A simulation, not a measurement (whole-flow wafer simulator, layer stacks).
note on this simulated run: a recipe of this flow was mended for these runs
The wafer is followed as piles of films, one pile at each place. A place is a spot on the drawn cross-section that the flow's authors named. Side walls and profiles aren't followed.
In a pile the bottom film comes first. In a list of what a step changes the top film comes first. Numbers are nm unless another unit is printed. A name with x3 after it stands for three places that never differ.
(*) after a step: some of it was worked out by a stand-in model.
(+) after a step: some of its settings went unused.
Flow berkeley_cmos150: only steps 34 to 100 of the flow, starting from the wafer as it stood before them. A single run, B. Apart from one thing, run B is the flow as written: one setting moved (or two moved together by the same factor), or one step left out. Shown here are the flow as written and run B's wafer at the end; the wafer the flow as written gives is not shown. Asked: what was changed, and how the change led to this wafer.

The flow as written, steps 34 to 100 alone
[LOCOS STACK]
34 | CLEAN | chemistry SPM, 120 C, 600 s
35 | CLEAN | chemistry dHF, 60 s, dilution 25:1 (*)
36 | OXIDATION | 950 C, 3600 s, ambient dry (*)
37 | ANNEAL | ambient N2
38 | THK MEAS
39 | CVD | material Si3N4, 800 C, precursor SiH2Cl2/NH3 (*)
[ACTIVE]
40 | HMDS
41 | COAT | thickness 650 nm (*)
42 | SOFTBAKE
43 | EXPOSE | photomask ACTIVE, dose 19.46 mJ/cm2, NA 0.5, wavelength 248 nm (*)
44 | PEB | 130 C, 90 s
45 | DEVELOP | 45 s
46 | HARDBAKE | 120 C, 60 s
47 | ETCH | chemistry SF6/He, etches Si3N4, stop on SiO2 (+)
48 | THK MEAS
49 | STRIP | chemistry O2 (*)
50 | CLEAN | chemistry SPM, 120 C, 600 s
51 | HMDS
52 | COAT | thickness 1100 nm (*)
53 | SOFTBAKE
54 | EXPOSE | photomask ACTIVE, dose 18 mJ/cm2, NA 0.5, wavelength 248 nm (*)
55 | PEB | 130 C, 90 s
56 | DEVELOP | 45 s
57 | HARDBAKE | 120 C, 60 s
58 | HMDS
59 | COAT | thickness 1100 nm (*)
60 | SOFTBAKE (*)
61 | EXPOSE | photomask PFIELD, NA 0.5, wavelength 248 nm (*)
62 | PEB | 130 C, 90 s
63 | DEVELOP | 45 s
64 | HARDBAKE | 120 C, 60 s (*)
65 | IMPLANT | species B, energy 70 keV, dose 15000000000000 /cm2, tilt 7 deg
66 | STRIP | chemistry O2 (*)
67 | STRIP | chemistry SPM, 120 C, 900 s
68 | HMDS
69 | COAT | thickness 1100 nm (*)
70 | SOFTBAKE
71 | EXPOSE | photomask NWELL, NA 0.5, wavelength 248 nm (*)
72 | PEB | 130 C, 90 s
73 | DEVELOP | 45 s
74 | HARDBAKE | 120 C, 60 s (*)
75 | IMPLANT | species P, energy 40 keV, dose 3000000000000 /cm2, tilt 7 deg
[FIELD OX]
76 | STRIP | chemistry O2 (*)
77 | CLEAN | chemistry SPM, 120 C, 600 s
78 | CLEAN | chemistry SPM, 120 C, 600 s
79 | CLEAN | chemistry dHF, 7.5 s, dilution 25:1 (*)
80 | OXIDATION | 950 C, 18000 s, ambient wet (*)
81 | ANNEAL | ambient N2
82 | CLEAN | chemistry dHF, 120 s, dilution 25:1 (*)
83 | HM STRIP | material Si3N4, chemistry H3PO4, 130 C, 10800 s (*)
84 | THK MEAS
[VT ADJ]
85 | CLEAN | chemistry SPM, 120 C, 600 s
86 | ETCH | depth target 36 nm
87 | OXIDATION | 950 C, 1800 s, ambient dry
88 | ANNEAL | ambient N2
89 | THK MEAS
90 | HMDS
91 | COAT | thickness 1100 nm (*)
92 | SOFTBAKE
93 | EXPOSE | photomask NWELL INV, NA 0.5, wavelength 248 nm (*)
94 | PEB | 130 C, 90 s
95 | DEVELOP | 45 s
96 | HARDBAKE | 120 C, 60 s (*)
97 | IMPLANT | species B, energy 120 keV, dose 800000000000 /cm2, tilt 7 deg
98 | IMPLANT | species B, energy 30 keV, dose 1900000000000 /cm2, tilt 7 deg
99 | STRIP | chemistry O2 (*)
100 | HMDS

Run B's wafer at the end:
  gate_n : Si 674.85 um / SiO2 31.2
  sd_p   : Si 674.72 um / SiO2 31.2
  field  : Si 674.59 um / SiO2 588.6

What caused this: step 86, ETCH: depth target 13 nm was run, whereas the flow has depth target 36 nm.

How this came from the change, step by step:
  86 | ETCH | depth target 36 nm
      gate_n, sd_p, gate_p, contact, m1: -13 SiO2 (it would be, as written: -29.6 SiO2 (all of it))
      field, field_p, sd_n: -13 SiO2 (it would be, as written: -36 SiO2)
  87 | OXIDATION | 950 C, 1800 s, ambient dry
      gate_n, sd_p, gate_p, contact, m1: +14.6 SiO2, -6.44 Si (it would be, as written: +20.4 SiO2 (new film), -8.98 Si)
      sd_n: +8.65 SiO2, -3.81 Si (it would be, as written: +12.1 SiO2, -5.32 Si)
